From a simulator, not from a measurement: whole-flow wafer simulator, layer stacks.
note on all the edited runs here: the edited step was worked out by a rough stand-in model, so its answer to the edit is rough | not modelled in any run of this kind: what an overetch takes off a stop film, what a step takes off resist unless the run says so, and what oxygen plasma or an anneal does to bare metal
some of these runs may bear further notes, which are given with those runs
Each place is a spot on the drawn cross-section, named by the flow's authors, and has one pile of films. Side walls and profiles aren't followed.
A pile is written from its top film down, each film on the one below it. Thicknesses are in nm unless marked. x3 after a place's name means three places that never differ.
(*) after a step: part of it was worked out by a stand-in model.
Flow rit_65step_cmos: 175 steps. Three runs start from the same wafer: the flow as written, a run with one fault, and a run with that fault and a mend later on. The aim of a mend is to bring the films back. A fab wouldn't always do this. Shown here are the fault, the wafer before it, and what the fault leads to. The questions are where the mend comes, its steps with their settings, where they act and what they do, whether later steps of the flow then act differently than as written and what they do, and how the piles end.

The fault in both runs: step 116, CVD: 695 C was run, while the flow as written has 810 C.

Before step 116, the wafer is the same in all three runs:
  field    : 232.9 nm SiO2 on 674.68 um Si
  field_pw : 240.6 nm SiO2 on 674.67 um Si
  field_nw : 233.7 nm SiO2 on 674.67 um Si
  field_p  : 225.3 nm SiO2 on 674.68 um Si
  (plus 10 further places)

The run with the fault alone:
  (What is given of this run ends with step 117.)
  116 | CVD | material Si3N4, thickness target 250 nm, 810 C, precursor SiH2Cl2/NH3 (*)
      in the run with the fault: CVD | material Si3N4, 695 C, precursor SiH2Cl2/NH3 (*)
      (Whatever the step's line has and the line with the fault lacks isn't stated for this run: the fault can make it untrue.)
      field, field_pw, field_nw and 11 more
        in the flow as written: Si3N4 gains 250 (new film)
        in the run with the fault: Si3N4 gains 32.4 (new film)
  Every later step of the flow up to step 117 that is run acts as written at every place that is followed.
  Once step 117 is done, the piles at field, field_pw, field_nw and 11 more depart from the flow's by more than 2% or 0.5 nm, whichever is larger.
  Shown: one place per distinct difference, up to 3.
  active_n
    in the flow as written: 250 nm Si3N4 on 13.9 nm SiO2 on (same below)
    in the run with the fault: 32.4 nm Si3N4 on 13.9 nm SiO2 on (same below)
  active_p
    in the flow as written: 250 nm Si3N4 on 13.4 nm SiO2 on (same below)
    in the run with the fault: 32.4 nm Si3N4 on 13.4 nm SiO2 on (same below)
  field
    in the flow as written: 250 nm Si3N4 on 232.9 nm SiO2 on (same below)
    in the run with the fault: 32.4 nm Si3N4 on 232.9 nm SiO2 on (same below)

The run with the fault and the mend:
  The mend follows step 117.
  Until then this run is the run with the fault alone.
  117a | CVD | material Si3N4, thickness target 218 nm, 810 C, precursor SiH2Cl2/NH3 (*) (a further turn of the flow's step 116, with different settings)
      field, field_pw, field_nw and 11 more
        Si3N4 gains 218
  Every later step of the flow that is run acts as written, at every place that is followed, to within 2% or 0.5 nm, whichever is larger.
  The piles end only slightly different from the flow's at the places that both follow, by no more than 2% or 0.5 nm, whichever is larger.
